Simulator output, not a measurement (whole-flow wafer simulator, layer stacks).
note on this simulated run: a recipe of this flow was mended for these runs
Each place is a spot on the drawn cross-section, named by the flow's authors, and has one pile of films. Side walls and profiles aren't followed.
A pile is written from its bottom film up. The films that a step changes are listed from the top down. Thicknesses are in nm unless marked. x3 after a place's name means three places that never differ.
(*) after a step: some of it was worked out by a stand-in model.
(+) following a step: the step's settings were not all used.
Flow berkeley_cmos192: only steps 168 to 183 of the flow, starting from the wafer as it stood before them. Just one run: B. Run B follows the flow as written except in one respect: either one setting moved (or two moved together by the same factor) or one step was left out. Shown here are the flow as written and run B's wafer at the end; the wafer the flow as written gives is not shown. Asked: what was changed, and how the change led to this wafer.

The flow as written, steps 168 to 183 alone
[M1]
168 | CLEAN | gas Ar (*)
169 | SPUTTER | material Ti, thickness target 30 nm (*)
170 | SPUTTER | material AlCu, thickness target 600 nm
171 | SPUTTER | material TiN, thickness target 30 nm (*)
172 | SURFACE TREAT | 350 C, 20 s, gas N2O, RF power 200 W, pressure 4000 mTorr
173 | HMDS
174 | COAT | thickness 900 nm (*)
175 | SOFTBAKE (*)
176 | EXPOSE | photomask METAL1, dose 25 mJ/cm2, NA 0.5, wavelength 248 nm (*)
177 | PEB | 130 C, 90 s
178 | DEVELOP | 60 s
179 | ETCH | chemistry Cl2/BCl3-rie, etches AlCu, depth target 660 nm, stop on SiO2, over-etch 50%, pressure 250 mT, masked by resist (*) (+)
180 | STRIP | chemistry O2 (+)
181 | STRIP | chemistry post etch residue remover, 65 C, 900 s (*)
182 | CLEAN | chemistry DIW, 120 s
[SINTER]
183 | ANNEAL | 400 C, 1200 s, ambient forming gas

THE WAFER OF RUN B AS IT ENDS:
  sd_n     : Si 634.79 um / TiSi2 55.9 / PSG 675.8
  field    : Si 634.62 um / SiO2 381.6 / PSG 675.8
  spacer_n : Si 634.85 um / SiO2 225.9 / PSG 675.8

The reason: step 170, SPUTTER: thickness target 780 nm was run, whereas the flow has thickness target 600 nm.

The path from the change to this, step by step:
  170 | SPUTTER | material AlCu, thickness target 600 nm
      field, sd_n, spacer_n, gate, spacer_p, gate_p, m1: AlCu gains 780 (new film) (it would be, as written: AlCu gains 600 (new film))
      sd_p: AlCu gains 733.8 (new film) (it would be, as written: AlCu gains 557.4 (new film))
      (and at 1 other place as well)
  171 | SPUTTER | material TiN, thickness target 30 nm (*)
      contact: TiN gains 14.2 (new film) (it would be, as written: TiN gains 16 (new film))
  174 | COAT | thickness 900 nm (*)
      contact: KrF-resist gains 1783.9 (new film) (it would be, as written: KrF-resist gains 1717.4 (new film))
  179 | ETCH | chemistry Cl2/BCl3-rie, etches AlCu, depth target 660 nm, stop on SiO2, over-etch 50%, pressure 250 mT, masked by resist (*) (+)
      field, sd_n, spacer_n, gate, spacer_p, gate_p: TiN loses 30 (all of it), AlCu loses 780 (all of it), Ti loses 30 (all of it), PSG loses 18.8 (it would be, as written: TiN loses 30 (all of it), AlCu loses 600 (all of it), Ti loses 30 (all of it), PSG loses 41.2)
      sd_p: TiN loses 26.2 (all of it), AlCu loses 733.8 (all of it), Ti loses 26.8 (all of it), PSG loses 25.4 (it would be, as written: TiN loses 26.2 (all of it), AlCu loses 557.4 (all of it), Ti loses 26.8 (all of it), PSG loses 47.4)
  180 | STRIP | chemistry O2 (+)
      contact: KrF-resist loses 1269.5 (all of it) (it would be, as written: KrF-resist loses 1203.2 (all of it))
